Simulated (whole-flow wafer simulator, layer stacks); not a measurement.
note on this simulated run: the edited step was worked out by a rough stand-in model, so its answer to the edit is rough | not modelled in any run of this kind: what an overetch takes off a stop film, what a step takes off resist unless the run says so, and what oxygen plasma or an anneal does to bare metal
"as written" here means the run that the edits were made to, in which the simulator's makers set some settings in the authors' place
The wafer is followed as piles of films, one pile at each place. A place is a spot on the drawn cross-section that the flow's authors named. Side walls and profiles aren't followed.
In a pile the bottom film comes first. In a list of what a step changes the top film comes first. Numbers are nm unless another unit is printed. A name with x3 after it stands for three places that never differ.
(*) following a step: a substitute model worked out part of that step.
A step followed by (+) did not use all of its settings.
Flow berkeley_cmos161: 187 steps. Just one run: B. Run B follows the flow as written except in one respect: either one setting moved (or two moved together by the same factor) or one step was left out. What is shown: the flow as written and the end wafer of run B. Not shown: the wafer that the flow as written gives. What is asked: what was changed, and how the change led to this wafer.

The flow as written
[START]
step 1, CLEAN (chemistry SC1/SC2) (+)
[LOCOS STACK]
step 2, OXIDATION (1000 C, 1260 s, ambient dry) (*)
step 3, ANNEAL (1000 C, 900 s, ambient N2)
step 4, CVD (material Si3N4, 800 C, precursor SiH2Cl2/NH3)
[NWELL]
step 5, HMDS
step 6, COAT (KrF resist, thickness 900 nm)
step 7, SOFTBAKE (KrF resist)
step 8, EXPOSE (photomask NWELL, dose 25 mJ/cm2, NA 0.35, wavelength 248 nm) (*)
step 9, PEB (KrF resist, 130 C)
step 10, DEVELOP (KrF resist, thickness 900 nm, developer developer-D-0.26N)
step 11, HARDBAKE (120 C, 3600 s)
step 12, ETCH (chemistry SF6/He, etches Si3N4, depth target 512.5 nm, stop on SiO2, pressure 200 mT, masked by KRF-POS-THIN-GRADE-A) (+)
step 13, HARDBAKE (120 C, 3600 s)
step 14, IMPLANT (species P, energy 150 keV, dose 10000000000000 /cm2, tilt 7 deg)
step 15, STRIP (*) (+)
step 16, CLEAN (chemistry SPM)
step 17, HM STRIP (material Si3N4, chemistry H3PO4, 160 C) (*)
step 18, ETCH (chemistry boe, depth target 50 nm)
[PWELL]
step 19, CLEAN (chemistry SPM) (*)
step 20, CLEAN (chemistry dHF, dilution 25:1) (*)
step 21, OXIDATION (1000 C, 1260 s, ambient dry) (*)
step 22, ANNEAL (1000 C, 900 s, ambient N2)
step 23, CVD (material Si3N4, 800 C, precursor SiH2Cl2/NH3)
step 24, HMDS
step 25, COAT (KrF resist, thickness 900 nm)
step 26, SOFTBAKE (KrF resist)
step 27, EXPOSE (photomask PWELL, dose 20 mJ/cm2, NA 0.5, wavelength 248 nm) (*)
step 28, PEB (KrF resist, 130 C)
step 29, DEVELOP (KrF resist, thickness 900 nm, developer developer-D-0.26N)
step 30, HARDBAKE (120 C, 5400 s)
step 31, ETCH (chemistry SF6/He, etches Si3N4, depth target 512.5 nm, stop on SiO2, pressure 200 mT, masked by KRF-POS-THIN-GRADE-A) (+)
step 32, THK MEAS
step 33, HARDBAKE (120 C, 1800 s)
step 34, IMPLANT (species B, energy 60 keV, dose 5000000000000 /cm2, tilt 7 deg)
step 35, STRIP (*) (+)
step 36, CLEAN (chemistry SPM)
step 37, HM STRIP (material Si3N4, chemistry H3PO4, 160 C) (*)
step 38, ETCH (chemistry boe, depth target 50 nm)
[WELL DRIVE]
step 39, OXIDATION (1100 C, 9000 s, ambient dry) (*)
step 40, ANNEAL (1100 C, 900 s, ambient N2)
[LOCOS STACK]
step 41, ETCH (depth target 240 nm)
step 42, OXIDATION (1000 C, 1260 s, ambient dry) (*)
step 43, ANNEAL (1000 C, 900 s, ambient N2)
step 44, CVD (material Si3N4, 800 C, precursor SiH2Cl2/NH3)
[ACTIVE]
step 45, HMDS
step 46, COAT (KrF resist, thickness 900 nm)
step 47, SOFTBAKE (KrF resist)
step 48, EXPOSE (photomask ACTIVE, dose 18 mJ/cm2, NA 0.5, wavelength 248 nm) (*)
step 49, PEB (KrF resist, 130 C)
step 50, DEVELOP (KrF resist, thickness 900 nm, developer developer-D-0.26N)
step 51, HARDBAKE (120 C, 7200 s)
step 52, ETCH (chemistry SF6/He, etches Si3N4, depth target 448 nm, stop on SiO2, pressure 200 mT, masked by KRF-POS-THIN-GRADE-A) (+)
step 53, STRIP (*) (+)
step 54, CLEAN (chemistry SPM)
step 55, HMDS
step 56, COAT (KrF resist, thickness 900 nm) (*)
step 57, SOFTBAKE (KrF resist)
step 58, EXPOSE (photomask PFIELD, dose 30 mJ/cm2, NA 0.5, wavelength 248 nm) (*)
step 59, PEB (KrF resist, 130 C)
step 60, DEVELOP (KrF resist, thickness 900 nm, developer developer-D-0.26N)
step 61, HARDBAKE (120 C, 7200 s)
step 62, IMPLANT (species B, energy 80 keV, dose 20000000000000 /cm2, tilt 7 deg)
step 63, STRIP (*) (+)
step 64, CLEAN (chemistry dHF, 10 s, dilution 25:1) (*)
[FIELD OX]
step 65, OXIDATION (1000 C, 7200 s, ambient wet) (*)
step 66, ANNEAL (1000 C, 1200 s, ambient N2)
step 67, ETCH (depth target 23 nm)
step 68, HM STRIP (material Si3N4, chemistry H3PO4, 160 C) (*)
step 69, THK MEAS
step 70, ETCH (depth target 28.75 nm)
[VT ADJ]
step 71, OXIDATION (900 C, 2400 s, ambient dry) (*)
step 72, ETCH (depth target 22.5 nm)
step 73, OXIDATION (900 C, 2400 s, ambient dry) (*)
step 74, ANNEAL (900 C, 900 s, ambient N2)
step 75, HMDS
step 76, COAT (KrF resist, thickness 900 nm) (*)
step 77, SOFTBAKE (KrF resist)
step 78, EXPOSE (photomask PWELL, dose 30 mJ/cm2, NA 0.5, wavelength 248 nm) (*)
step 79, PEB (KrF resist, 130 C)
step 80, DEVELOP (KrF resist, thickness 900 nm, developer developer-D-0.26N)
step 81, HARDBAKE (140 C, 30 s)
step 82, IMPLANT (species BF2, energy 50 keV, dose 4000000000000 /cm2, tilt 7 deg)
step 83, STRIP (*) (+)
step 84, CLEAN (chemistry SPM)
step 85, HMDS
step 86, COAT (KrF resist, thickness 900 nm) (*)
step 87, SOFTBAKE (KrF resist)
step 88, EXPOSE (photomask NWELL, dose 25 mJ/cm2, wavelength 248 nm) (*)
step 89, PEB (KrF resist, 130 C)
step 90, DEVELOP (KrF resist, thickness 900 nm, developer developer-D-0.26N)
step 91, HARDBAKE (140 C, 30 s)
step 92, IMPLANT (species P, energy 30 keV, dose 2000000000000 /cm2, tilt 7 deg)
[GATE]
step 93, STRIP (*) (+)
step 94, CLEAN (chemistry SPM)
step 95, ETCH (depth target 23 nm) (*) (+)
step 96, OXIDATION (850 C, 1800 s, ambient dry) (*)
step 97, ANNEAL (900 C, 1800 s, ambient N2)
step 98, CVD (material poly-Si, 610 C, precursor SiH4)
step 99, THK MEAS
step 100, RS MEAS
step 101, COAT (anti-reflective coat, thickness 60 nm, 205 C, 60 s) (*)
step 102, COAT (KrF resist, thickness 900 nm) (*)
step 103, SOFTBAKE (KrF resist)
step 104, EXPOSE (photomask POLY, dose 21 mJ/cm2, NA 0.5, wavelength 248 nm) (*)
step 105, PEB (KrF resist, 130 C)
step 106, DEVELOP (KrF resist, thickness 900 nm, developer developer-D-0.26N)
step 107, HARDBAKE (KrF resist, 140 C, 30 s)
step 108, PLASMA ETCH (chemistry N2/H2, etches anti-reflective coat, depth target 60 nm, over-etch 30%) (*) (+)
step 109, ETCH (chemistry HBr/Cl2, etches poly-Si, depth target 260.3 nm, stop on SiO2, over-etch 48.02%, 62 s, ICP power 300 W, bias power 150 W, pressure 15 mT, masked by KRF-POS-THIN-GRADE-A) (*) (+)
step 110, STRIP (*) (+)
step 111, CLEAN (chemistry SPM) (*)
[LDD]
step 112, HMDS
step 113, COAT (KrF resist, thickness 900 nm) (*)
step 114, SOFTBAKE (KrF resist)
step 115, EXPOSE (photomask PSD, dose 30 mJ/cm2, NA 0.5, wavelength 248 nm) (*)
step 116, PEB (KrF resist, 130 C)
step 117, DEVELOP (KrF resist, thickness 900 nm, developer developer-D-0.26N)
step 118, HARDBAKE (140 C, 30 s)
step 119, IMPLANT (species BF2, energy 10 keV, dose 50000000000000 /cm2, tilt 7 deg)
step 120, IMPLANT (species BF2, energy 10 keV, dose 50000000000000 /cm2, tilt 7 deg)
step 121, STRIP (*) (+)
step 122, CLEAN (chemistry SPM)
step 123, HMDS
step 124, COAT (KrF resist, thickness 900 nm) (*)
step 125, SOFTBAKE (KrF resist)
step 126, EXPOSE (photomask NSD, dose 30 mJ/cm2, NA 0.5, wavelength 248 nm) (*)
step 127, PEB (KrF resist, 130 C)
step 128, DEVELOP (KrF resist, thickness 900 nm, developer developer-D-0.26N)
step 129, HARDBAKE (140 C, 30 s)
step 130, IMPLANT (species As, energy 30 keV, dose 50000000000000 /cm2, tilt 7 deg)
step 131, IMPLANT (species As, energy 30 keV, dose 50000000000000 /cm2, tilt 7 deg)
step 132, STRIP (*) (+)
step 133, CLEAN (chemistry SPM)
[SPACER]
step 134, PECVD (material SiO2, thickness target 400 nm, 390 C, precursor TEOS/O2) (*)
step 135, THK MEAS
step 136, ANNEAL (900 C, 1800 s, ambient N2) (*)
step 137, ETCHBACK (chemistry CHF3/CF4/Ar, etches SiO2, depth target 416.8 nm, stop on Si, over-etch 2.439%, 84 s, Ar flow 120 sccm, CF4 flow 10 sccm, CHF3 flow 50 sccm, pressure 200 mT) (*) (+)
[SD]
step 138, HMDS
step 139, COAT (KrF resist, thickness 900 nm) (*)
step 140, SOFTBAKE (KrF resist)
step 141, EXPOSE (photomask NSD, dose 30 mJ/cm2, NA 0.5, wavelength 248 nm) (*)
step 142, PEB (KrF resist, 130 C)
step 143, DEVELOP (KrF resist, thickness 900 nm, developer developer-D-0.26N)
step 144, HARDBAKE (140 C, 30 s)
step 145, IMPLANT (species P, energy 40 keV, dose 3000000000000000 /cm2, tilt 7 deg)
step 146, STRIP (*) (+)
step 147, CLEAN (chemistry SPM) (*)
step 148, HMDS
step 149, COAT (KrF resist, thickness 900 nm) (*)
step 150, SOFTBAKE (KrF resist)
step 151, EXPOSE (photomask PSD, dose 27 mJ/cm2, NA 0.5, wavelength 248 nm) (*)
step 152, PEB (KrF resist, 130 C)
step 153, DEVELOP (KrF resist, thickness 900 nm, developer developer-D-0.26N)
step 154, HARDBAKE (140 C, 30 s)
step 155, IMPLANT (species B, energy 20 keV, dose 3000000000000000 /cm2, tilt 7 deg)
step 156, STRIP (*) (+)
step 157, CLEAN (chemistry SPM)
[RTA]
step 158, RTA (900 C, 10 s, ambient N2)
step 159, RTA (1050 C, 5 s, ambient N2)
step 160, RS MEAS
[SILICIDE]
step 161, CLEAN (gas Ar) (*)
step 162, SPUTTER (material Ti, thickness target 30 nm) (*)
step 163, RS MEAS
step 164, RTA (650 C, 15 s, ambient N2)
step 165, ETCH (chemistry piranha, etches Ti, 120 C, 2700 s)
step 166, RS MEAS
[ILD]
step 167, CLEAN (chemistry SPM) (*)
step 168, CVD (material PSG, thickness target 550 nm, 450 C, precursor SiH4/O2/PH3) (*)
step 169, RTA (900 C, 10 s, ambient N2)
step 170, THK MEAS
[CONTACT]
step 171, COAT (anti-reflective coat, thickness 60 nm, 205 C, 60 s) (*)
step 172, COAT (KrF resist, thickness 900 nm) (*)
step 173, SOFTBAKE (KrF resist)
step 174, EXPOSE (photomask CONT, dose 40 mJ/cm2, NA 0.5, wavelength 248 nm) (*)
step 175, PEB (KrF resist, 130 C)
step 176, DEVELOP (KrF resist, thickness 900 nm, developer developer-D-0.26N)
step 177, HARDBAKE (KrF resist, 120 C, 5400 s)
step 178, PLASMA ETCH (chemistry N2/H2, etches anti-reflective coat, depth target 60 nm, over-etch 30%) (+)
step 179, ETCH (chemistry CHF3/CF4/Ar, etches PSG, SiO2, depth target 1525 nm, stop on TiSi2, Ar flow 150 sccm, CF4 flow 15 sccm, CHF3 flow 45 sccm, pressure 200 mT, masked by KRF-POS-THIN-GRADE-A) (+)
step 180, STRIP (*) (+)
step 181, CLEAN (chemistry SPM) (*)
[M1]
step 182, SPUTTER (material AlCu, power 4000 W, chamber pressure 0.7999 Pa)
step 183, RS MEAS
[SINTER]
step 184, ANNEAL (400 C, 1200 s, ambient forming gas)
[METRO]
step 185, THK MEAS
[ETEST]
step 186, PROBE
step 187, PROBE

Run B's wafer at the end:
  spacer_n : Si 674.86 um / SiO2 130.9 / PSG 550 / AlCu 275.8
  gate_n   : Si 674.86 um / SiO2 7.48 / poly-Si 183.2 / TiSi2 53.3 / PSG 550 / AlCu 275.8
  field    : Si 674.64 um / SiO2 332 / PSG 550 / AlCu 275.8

What caused this: step 134, PECVD: thickness target 320 nm was run, while the flow as written has thickness target 400 nm.

How this came from the change, step by step:
  step 134, PECVD (material SiO2, thickness target 400 nm, 390 C, precursor TEOS/O2) (*)
      field, sd_n, contact, m1: +320 SiO2 (it would be, as written: +400 SiO2)
      spacer_n, sd_p, spacer_p: +308.3 SiO2 (it would be, as written: +385 SiO2)
      (and at 2 other places as well)
  step 136, ANNEAL (900 C, 1800 s, ambient N2) (*)
      field, sd_n, gate_n, gate_p, contact, m1: -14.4 SiO2 (it would be, as written: -18 SiO2)
      spacer_n, sd_p, spacer_p: -13.9 SiO2 (it would be, as written: -17.3 SiO2)
  step 137, ETCHBACK (chemistry CHF3/CF4/Ar, etches SiO2, depth target 416.8 nm, stop on Si, over-etch 2.439%, 84 s, Ar flow 120 sccm, CF4 flow 10 sccm, CHF3 flow 50 sccm, pressure 200 mT) (*) (+)
      gate_n, gate_p: -305.6 SiO2 (all of it), -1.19 chemical SiO2 (all of it), -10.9 poly-Si (it would be, as written: -382 SiO2 (all of it), -1.19 chemical SiO2 (all of it), -3.98 poly-Si)
      sd_n: -311.5 SiO2 (all of it) (it would be, as written: -387.9 SiO2 (all of it))
      (and at 3 other places as well)
  step 139, COAT (KrF resist, thickness 900 nm) (*)
      sd_n: +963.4 KrF resist (new film) (it would be, as written: +1008.1 KrF resist (new film))
      spacer_n: +852.9 KrF resist (new film) (it would be, as written: +816.8 KrF resist (new film))
      (and at 6 other places as well)
  step 143, DEVELOP (KrF resist, thickness 900 nm, developer developer-D-0.26N)
      sd_n: -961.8 KrF resist (all of it) (it would be, as written: -1006.5 KrF resist (all of it))
      spacer_n: -851.5 KrF resist (all of it) (it would be, as written: -815.5 KrF resist (all of it))
      (and at 2 other places as well)
  step 144, HARDBAKE (140 C, 30 s)
      sd_p: -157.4 KrF resist (it would be, as written: -163.7 KrF resist)
      spacer_p: -137.5 KrF resist (it would be, as written: -131 KrF resist)
      (and at 2 other places as well)
  step 146, STRIP (*) (+)
      sd_p: +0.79 chemical SiO2 (new film), -799.8 KrF resist (all of it), -0.35 Si (it would be, as written: +0.8 chemical SiO2 (new film), -832.5 KrF resist (all of it), -0.35 Si)
      spacer_p: -696.7 KrF resist (all of it) (it would be, as written: -663.4 KrF resist (all of it))
      (and at 2 other places as well)
  step 149, COAT (KrF resist, thickness 900 nm) (*)
      sd_n: +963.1 KrF resist (new film) (it would be, as written: +1007.8 KrF resist (new film))
      spacer_n: +853.2 KrF resist (new film) (it would be, as written: +817.1 KrF resist (new film))
      (and at 6 other places as well)
  step 153, DEVELOP (KrF resist, thickness 900 nm, developer developer-D-0.26N)
      sd_p: -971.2 KrF resist (all of it) (it would be, as written: -1010.3 KrF resist (all of it))
      spacer_p: -848.6 KrF resist (all of it) (it would be, as written: -808.8 KrF resist (all of it))
      (and at 1 other place as well)
  step 154, HARDBAKE (140 C, 30 s)
      sd_n: -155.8 KrF resist (it would be, as written: -163 KrF resist)
      spacer_n: -138.1 KrF resist (it would be, as written: -132.2 KrF resist)
      (and at 3 other places as well)
  step 156, STRIP (*) (+)
      gate_n: -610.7 KrF resist (all of it), +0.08 chemical SiO2, -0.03 poly-Si (it would be, as written: -638.8 KrF resist (all of it), +0.08 chemical SiO2)
      sd_n: -791.5 KrF resist (all of it), +0.08 chemical SiO2 (it would be, as written: -828.9 KrF resist (all of it), +0.08 chemical SiO2)
      (and at 3 other places as well)
  step 168, CVD (material PSG, thickness target 550 nm, 450 C, precursor SiH4/O2/PH3) (*)
      sd_p: +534 PSG (new film) (it would be, as written: +521.9 PSG (new film))
  step 171, COAT (anti-reflective coat, thickness 60 nm, 205 C, 60 s) (*)
      field: +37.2 anti-reflective coat (new film) (it would be, as written: +38.5 anti-reflective coat (new film))
      sd_n: +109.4 anti-reflective coat (new film) (it would be, as written: +149.7 anti-reflective coat (new film))
      (and at 7 other places as well)
  step 172, COAT (KrF resist, thickness 900 nm) (*)
      gate_n: +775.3 KrF resist (new film) (it would be, as written: +807.8 KrF resist (new film))
      sd_p: +955.1 KrF resist (new film) (it would be, as written: +996.6 KrF resist (new film))
      (and at 4 other places as well)
  step 176, DEVELOP (KrF resist, thickness 900 nm, developer developer-D-0.26N)
      contact: -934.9 KrF resist (all of it) (it would be, as written: -977.7 KrF resist (all of it))
  step 178, PLASMA ETCH (chemistry N2/H2, etches anti-reflective coat, depth target 60 nm, over-etch 30%) (+)
      field, sd_n, spacer_n, gate_n, sd_p, spacer_p, gate_p, m1: -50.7 KrF resist (it would be, as written: -44.3 KrF resist)
      contact: -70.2 anti-reflective coat (all of it), -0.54 PSG (it would be, as written: -61.4 anti-reflective coat (all of it), -0.47 PSG)
  ... and 1 more step ...
  step 182, SPUTTER (material AlCu, power 4000 W, chamber pressure 0.7999 Pa)
      sd_p: +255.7 AlCu (new film) (it would be, as written: +234.7 AlCu (new film))
